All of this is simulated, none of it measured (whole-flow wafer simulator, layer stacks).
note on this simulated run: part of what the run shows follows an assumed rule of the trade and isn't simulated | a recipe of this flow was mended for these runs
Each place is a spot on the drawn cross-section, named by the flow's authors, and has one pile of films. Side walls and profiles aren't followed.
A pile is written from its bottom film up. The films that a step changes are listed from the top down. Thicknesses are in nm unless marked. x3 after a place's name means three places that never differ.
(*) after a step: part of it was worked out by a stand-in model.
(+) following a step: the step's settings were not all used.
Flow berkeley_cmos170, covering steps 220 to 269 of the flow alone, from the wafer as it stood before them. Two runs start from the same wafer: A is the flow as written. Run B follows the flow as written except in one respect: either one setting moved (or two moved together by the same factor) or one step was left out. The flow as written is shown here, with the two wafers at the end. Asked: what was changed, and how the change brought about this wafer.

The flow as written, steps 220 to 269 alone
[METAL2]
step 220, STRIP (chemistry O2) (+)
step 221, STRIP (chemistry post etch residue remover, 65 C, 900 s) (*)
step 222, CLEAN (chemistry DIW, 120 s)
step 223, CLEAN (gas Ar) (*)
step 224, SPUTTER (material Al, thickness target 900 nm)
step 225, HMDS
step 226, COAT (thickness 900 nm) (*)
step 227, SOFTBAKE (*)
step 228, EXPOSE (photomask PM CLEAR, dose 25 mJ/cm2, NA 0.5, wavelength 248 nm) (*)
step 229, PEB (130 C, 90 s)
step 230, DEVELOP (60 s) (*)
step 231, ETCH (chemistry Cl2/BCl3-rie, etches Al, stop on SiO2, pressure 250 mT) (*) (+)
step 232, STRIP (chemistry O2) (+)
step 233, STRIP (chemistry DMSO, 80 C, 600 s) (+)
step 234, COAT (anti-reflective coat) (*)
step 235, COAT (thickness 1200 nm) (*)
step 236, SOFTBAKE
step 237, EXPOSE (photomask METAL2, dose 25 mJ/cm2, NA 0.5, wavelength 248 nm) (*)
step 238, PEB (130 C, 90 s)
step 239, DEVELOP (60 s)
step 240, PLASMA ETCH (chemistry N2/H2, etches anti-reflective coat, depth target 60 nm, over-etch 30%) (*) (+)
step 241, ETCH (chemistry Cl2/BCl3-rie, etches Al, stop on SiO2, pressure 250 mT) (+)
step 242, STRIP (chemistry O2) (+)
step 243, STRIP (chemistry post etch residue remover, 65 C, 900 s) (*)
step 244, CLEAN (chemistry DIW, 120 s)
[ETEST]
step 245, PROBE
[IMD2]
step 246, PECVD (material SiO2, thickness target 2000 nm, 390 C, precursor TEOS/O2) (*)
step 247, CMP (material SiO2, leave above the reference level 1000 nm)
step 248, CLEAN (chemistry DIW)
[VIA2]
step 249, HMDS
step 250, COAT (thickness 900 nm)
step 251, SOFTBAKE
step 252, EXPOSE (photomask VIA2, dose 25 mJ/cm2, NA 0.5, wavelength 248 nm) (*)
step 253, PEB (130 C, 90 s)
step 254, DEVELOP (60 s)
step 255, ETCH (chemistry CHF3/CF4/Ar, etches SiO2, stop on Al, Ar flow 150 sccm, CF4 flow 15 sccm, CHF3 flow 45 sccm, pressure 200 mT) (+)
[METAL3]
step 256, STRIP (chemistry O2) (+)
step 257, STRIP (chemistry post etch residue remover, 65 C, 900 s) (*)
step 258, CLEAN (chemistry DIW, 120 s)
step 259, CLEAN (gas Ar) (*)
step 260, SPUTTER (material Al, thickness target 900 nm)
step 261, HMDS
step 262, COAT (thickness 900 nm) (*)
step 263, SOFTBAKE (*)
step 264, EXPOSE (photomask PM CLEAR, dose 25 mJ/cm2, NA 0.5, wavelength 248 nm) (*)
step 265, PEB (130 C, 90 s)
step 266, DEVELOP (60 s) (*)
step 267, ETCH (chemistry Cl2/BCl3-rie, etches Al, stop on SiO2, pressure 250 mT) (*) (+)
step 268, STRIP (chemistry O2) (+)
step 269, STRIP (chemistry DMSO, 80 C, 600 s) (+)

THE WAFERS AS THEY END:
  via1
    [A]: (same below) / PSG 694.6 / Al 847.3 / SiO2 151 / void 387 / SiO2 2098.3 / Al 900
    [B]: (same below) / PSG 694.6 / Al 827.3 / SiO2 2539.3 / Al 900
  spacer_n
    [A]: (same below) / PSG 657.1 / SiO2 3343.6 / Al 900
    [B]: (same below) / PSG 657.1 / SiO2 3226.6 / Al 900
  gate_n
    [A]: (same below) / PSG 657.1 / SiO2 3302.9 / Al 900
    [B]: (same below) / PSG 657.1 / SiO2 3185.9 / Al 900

What caused this: step 224, SPUTTER: thickness target 783 nm was run, while the flow as written has thickness target 900 nm.

How this came from the change, step by step:
  step 224, SPUTTER (material Al, thickness target 900 nm)
      field, mark, sd_n and 9 more: A Al gains 900 (new film) | B Al gains 783 (new film)
      via1: A Al gains 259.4 | B Al gains 239.4
  step 226, COAT (thickness 900 nm) (*)
      via1: A KrF-resist gains 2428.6 (new film) | B KrF-resist gains 2335.6 (new film)
  step 229, PEB (130 C, 90 s)
      via1: A KrF-resist loses 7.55 | B KrF-resist loses 6.9
  step 231, ETCH (chemistry Cl2/BCl3-rie, etches Al, stop on SiO2, pressure 250 mT) (*) (+)
      field, sd_n, spacer_n and 9 more: A KrF-resist loses 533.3 | B KrF-resist loses 474.8
      mark: A Al loses 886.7 (all of it), SiO2 loses 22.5 | B Al loses 769.7 (all of it), SiO2 loses 22.5
  step 232, STRIP (chemistry O2) (+)
      field, spacer_n, gate_n: A KrF-resist loses 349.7 (all of it) | B KrF-resist loses 408.2 (all of it)
      sd_n: A KrF-resist loses 347 (all of it) | B KrF-resist loses 405.6 (all of it)
      (as well as at 7 more places)
  step 234, COAT (anti-reflective coat) (*)
      via1: A anti-reflective coat gains 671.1 (new film) | B anti-reflective coat gains 624.1 (new film)
  step 235, COAT (thickness 1200 nm) (*)
      via1: A KrF-resist gains 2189 (new film) | B KrF-resist gains 2135.6 (new film)
  step 241, ETCH (chemistry Cl2/BCl3-rie, etches Al, stop on SiO2, pressure 250 mT) (+)
      field, sd_n, spacer_n, gate_n, sd_p, spacer_p, gate_p: A Al loses 900 (all of it), SiO2 loses 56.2 | B Al loses 783 (all of it), SiO2 loses 56.2
      contact, m1, via1, m2, via2: A KrF-resist loses 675 | B KrF-resist loses 616.5
      (as well as at 1 more place)
  step 242, STRIP (chemistry O2) (+)
      contact: A KrF-resist loses 412 (all of it), anti-reflective coat loses 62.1 (all of it) | B KrF-resist loses 470 (all of it), anti-reflective coat loses 62.1 (all of it)
      m1: A KrF-resist loses 433.1 (all of it), anti-reflective coat loses 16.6 (all of it) | B KrF-resist loses 488.9 (all of it), anti-reflective coat loses 16.8 (all of it)
      (as well as at 3 more places)
  step 246, PECVD (material SiO2, thickness target 2000 nm, 390 C, precursor TEOS/O2) (*)
      via1: A SiO2 gains 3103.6 (new film), void gains 387 (new film), SiO2 gains 151 (new film) | B SiO2 gains 3544.7 (new film)
  step 247, CMP (material SiO2, leave above the reference level 1000 nm)
      mark: A nothing | B SiO2 loses 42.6
      field, sd_n, spacer_n, gate_n, sd_p, spacer_p, gate_p: A SiO2 loses 46.6 | B SiO2 loses 163.6
